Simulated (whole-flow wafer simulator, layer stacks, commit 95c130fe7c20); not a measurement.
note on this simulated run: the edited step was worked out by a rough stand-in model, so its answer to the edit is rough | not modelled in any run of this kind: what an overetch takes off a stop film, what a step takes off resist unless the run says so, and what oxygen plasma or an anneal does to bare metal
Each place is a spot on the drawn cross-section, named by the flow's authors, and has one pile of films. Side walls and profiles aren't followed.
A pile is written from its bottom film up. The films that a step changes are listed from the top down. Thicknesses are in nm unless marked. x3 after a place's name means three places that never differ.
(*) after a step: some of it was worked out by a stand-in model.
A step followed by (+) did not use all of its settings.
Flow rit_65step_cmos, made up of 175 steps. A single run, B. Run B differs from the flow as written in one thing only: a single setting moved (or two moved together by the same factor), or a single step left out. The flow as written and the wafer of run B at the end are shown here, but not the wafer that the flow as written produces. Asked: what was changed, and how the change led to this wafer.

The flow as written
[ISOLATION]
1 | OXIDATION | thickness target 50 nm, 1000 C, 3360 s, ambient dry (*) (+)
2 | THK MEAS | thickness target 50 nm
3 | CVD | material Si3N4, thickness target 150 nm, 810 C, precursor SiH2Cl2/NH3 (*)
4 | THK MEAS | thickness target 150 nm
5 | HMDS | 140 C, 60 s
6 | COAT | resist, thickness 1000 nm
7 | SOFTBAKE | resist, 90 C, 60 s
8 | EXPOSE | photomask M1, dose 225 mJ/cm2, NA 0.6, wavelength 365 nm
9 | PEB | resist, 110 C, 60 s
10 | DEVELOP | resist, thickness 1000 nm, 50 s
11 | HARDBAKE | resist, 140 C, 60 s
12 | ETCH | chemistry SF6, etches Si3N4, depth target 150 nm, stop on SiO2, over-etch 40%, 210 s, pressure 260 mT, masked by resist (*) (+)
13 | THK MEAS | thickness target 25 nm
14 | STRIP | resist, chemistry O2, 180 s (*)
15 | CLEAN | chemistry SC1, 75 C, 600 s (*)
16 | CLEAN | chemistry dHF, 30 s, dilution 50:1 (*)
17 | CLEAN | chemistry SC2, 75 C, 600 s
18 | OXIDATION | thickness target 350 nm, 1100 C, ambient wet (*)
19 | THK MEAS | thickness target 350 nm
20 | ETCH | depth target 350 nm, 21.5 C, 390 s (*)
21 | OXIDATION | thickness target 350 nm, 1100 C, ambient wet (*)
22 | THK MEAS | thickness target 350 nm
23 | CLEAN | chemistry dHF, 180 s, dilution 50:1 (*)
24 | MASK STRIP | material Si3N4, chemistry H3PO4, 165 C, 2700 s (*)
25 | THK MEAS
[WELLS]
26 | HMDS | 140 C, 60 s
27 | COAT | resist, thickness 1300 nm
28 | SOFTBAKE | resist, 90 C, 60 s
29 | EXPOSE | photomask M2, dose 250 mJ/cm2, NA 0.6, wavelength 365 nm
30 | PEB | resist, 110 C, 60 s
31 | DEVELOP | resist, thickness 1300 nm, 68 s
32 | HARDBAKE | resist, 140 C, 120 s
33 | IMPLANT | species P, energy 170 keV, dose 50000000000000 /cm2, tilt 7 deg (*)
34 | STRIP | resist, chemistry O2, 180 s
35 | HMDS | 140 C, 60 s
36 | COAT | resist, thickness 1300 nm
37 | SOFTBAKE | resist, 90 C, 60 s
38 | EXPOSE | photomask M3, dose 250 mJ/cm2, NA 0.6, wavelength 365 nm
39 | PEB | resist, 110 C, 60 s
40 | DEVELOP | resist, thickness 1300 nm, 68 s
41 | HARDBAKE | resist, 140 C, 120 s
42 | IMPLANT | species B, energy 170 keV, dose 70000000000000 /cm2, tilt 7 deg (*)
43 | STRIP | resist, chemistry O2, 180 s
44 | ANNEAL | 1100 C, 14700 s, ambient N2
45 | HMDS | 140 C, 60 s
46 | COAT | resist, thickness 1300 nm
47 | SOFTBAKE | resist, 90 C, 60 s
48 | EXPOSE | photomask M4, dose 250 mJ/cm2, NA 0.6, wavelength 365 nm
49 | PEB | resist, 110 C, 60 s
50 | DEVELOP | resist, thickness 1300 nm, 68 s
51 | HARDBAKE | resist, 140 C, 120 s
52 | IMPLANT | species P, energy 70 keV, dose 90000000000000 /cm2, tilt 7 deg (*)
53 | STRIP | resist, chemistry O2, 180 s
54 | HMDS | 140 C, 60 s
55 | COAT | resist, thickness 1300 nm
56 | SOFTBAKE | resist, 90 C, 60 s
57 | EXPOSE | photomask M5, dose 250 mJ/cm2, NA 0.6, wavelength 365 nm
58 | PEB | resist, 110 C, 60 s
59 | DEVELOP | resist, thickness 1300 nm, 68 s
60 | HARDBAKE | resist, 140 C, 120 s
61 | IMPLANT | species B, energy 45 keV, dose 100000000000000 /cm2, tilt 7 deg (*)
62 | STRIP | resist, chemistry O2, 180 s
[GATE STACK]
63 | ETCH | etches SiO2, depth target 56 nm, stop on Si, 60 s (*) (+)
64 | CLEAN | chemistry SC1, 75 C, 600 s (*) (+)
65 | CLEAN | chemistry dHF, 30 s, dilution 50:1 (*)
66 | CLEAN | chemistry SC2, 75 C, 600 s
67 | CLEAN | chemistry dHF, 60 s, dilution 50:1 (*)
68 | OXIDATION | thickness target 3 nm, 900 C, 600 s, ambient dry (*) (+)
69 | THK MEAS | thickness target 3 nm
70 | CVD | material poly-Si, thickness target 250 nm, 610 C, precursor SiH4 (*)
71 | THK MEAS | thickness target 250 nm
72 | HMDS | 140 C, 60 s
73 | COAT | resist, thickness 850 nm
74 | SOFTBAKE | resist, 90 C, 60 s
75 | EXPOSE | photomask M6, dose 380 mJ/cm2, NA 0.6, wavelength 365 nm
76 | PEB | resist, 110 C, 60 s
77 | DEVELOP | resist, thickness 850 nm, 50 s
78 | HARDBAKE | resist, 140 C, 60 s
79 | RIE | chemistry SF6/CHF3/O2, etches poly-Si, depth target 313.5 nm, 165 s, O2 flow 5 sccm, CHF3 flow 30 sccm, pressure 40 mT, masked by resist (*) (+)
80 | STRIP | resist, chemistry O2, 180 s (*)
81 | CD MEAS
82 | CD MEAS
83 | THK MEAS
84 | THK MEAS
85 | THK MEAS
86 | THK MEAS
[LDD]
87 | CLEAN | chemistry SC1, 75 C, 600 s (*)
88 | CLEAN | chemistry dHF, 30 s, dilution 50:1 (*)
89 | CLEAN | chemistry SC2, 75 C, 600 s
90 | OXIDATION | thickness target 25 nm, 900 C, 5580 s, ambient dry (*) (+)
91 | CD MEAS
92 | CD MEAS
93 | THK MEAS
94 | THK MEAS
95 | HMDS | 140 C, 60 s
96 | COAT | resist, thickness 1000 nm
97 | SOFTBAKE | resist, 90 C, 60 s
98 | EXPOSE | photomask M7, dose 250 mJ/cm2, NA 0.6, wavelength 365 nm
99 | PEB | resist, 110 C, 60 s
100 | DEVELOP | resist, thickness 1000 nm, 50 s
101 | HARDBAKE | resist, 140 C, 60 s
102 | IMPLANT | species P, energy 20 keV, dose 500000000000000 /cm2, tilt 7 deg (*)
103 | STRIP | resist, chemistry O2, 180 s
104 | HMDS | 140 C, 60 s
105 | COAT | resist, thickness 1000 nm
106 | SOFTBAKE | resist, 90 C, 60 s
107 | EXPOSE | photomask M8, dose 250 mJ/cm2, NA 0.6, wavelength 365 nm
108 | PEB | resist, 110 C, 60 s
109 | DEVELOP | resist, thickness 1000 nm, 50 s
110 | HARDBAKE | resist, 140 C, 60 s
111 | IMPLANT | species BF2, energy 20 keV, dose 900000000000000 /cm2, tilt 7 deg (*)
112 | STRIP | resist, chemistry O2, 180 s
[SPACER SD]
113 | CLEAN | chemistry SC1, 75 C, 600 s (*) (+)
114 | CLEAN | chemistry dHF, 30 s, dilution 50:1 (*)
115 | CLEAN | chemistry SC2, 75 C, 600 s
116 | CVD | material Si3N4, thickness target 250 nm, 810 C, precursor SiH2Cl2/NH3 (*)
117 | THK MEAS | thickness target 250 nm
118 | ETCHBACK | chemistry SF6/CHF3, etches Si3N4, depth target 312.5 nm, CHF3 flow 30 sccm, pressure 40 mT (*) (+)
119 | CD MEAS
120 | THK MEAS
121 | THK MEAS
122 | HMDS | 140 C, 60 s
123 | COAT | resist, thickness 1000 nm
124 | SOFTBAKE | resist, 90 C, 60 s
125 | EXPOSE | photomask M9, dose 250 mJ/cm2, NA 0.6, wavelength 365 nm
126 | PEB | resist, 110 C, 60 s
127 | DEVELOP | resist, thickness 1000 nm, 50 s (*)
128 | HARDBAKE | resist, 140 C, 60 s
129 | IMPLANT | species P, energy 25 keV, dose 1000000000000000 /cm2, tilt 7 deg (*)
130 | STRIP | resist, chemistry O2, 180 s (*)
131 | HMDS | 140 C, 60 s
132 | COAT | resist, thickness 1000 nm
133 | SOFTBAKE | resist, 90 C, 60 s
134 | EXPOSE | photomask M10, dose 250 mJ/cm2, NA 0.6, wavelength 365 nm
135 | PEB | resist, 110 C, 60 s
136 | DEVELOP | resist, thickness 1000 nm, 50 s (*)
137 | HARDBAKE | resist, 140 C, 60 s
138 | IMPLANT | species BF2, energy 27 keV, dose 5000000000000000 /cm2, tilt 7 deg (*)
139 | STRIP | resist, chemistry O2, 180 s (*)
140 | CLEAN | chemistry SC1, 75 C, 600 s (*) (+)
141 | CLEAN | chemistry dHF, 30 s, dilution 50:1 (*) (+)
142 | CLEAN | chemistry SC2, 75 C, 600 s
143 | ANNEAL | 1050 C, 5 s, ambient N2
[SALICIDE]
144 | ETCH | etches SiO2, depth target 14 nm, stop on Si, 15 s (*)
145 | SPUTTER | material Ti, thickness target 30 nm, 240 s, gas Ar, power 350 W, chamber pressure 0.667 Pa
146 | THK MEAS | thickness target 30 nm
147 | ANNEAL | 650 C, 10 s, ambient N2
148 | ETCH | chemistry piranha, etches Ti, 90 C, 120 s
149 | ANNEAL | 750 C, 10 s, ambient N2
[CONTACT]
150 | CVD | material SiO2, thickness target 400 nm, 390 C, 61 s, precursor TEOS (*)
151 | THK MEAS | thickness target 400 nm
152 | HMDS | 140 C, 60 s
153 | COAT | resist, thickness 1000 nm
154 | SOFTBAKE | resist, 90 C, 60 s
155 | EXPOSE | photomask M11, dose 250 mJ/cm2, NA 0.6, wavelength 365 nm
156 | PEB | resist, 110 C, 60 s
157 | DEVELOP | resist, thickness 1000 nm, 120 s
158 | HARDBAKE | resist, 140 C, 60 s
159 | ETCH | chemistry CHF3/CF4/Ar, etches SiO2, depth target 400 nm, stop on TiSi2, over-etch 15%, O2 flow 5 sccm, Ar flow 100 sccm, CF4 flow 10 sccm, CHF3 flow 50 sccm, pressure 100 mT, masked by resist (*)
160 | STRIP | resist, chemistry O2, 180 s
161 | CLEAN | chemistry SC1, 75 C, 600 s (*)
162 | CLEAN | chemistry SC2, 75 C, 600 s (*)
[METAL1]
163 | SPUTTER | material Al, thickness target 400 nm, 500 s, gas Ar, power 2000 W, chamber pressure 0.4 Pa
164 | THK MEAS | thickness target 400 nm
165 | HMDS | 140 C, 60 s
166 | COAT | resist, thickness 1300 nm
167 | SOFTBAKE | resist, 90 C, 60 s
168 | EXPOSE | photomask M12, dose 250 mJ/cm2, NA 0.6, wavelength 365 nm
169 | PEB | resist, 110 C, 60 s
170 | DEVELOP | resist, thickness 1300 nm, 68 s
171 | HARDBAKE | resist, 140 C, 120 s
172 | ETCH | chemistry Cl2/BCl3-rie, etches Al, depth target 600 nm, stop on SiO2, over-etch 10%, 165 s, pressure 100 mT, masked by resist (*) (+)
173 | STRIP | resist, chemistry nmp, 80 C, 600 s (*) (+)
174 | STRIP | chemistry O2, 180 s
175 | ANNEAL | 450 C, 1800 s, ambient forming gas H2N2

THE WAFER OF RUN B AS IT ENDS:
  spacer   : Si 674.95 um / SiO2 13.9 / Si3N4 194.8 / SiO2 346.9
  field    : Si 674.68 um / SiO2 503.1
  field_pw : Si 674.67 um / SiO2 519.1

The reason: step 172, ETCH: depth target 720 nm was run, while the flow as written has depth target 600 nm.

How this came from the change, step by step:
  172 | ETCH | chemistry Cl2/BCl3-rie, etches Al, depth target 600 nm, stop on SiO2, over-etch 10%, 165 s, pressure 100 mT, masked by resist (*) (+)
      field, field_pw, field_p, spacer, spacer_p: -400 Al (all of it), -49 SiO2 (in the flow as written it would be: -400 Al (all of it), -32.5 SiO2)
      gate_n, gate_p: -396 Al (all of it), -49.5 SiO2 (in the flow as written it would be: -396 Al (all of it), -33 SiO2)
      (also at 1 further place)
